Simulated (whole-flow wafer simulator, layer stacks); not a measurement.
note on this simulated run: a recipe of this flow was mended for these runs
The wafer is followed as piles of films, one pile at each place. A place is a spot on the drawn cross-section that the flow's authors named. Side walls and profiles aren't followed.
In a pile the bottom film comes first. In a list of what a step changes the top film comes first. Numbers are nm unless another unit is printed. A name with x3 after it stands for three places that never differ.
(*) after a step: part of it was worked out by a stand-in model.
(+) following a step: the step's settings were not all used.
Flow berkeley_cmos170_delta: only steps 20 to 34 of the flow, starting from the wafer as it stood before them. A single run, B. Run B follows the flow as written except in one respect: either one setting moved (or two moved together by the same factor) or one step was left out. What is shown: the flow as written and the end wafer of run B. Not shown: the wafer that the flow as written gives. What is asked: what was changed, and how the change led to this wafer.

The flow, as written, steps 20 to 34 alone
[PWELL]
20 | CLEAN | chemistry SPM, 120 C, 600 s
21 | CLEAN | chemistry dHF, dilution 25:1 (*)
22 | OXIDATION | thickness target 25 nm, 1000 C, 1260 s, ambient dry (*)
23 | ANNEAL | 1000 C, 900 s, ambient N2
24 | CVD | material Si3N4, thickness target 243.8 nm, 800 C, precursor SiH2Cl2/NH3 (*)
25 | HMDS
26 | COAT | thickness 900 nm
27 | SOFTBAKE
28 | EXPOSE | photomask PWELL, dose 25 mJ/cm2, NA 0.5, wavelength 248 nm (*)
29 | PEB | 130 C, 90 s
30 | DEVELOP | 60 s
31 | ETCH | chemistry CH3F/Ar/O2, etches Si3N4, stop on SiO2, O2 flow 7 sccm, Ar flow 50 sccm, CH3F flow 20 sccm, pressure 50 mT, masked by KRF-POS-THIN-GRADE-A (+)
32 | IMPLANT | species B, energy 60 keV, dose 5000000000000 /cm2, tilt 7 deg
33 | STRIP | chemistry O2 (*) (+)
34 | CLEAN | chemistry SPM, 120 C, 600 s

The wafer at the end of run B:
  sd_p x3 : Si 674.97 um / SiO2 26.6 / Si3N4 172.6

Cause: step 24, CVD: thickness target 172.6 nm was run, whereas the flow has thickness target 243.8 nm.
The wafer lets one read it off: sd_p x3 has Si3N4 172.6, and step 24 as written asks for 243.8 nm.

Step by step, how the change led to this:
  24 | CVD | material Si3N4, thickness target 243.8 nm, 800 C, precursor SiH2Cl2/NH3 (*)
      field x6, sd_p x3: Si3N4 gains 172.6 (new film) (in the flow as written it would be: Si3N4 gains 243.8 (new film))
  31 | ETCH | chemistry CH3F/Ar/O2, etches Si3N4, stop on SiO2, O2 flow 7 sccm, Ar flow 50 sccm, CH3F flow 20 sccm, pressure 50 mT, masked by KRF-POS-THIN-GRADE-A (+)
      field x6: Si3N4 loses 172.6 (all of it), SiO2 loses 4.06 (in the flow as written it would be: Si3N4 loses 243.8 (all of it), SiO2 loses 4.06)
      sd_p x3: KrF-resist loses 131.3 (in the flow as written it would be: KrF-resist loses 178.8)
  33 | STRIP | chemistry O2 (*) (+)
      sd_p x3: KrF-resist loses 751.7 (all of it) (in the flow as written it would be: KrF-resist loses 704.3 (all of it))
